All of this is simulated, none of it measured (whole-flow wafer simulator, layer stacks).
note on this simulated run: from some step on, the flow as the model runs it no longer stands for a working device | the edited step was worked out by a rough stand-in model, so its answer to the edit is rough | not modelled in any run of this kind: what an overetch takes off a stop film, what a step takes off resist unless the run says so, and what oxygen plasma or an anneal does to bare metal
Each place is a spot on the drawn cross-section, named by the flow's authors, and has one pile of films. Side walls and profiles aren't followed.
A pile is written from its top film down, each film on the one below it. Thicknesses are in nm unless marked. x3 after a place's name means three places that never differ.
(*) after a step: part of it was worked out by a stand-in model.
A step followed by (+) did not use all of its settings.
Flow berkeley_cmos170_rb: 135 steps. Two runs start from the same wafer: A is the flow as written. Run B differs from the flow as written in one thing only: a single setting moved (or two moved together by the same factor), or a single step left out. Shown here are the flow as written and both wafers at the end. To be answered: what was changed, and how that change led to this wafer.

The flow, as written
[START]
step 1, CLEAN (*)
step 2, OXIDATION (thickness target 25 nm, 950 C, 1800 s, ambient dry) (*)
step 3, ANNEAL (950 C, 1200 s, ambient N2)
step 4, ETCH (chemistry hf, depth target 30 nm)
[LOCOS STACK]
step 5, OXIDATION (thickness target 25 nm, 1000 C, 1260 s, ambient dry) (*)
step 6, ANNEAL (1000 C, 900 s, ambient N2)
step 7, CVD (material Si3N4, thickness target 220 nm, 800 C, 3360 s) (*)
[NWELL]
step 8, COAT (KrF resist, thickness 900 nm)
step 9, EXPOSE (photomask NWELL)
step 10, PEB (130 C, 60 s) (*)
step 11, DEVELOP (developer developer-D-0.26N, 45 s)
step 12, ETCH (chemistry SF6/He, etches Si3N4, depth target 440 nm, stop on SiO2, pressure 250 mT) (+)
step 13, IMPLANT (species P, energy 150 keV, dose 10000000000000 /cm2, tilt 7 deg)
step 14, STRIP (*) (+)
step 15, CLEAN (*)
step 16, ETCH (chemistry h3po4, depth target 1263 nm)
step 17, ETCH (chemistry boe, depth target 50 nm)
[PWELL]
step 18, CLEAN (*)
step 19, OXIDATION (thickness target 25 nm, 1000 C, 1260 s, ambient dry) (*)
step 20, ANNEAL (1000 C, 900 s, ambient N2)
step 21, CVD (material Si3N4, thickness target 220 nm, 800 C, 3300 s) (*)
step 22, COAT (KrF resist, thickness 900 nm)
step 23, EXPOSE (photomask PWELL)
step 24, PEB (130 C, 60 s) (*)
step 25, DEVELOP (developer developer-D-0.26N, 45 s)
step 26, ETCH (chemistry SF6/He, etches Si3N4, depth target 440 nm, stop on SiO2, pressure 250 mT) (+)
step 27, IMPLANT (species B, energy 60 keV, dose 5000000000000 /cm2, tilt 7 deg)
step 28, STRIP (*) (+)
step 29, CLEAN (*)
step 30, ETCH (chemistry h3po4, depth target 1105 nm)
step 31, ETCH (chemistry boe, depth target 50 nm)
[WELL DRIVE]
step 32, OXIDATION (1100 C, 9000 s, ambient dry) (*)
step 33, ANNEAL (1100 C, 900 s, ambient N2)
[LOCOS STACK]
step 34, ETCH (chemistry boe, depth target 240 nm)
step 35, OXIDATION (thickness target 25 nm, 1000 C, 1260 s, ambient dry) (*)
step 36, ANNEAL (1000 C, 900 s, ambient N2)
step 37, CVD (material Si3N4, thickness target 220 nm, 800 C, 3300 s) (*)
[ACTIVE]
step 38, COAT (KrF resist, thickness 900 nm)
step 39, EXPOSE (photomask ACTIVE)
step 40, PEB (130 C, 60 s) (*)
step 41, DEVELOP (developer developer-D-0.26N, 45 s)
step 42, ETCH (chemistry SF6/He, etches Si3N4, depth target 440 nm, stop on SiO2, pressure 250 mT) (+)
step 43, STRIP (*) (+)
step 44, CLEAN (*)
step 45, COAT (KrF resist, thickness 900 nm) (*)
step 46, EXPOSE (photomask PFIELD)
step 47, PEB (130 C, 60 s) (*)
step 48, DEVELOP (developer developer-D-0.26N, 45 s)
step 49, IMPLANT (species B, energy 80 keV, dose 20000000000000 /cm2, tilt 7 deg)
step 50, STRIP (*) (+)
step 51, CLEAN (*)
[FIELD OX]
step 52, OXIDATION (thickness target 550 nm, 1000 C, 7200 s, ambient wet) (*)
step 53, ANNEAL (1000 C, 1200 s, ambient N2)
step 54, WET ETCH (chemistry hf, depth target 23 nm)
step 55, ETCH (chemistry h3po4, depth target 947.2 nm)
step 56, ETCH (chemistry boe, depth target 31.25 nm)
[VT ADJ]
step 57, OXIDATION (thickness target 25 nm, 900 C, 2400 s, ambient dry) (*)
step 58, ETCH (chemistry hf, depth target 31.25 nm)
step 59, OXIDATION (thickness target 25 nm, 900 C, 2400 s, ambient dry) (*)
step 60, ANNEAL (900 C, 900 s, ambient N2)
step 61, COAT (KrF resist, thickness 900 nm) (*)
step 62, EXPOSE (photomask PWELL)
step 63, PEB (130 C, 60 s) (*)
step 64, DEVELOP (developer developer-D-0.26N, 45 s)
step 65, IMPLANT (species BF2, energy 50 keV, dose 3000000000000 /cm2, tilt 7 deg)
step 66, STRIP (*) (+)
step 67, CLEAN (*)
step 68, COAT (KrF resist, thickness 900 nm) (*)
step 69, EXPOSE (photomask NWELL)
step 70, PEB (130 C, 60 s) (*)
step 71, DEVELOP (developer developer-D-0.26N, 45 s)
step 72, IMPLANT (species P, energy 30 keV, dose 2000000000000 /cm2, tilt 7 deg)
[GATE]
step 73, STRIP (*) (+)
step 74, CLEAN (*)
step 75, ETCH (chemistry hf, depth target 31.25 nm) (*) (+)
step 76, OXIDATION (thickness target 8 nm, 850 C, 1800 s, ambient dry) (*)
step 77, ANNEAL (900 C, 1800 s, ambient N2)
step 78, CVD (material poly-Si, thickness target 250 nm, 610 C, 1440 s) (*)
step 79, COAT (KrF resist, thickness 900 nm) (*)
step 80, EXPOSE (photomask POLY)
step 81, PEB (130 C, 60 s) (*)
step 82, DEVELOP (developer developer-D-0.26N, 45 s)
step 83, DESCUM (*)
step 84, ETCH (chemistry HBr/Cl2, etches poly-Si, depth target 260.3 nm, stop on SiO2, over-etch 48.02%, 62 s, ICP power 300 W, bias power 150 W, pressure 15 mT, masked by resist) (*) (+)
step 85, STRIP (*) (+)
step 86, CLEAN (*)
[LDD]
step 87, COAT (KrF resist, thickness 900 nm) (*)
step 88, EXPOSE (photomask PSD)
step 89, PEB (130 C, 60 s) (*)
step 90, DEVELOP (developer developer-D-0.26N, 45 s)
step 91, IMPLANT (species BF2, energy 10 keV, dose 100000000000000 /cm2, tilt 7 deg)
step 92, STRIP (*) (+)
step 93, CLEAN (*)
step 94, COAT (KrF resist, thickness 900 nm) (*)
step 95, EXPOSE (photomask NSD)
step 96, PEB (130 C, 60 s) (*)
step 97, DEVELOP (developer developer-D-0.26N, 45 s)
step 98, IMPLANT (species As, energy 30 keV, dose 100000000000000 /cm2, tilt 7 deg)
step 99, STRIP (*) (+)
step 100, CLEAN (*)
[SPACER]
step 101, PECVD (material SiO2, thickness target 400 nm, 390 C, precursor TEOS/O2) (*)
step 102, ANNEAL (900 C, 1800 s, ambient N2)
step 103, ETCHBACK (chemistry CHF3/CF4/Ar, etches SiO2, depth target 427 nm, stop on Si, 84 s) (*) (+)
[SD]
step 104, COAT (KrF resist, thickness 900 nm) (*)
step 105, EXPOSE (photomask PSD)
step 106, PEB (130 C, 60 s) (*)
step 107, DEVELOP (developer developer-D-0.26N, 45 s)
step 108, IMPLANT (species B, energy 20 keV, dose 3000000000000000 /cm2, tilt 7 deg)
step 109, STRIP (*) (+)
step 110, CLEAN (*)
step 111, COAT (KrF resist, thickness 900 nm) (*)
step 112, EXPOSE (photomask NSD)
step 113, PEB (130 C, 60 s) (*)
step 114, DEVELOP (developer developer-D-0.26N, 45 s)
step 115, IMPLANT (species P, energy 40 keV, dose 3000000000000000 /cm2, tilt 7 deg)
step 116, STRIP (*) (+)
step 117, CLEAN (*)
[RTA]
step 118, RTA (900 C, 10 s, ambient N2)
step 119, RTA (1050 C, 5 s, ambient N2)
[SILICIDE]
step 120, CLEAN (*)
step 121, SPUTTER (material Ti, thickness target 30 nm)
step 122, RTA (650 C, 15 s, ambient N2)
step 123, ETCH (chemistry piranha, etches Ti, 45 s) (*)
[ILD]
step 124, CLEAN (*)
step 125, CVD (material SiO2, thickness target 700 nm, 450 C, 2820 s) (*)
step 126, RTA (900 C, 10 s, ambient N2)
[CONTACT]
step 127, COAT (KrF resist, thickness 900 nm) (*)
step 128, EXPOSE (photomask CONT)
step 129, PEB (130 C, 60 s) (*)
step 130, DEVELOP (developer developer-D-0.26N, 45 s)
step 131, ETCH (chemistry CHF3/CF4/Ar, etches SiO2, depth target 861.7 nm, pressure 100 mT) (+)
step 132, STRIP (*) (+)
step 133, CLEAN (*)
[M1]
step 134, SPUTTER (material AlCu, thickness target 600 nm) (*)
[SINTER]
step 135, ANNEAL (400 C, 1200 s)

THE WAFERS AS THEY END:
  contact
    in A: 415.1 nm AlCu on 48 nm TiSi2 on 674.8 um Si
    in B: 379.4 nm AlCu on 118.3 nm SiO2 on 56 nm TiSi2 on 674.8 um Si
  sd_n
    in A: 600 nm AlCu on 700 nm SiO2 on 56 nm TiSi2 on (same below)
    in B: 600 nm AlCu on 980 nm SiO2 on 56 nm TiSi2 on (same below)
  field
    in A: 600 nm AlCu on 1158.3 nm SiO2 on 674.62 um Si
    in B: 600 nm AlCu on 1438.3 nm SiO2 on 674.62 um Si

Cause: step 125, CVD: thickness target 980 nm was run, while the flow as written has thickness target 700 nm.
The wafer itself shows it: sd_n has SiO2 980, and step 125 as written asks for 700 nm.

Step by step, how the change led to this:
  step 125, CVD (material SiO2, thickness target 700 nm, 450 C, 2820 s) (*)
      sd_n, gate, sd_p, gate_p, contact, m1: A SiO2 gains 700 (new film) | B SiO2 gains 980 (new film)
      field, spacer_n, spacer_p: A SiO2 gains 700 | B SiO2 gains 980
  step 131, ETCH (chemistry CHF3/CF4/Ar, etches SiO2, depth target 861.7 nm, pressure 100 mT) (+)
      contact: A SiO2 loses 700 (all of it), TiSi2 loses 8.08 | B SiO2 loses 861.7
  step 134, SPUTTER (material AlCu, thickness target 600 nm) (*)
      contact: A AlCu gains 415.1 (new film) | B AlCu gains 379.4 (new film)
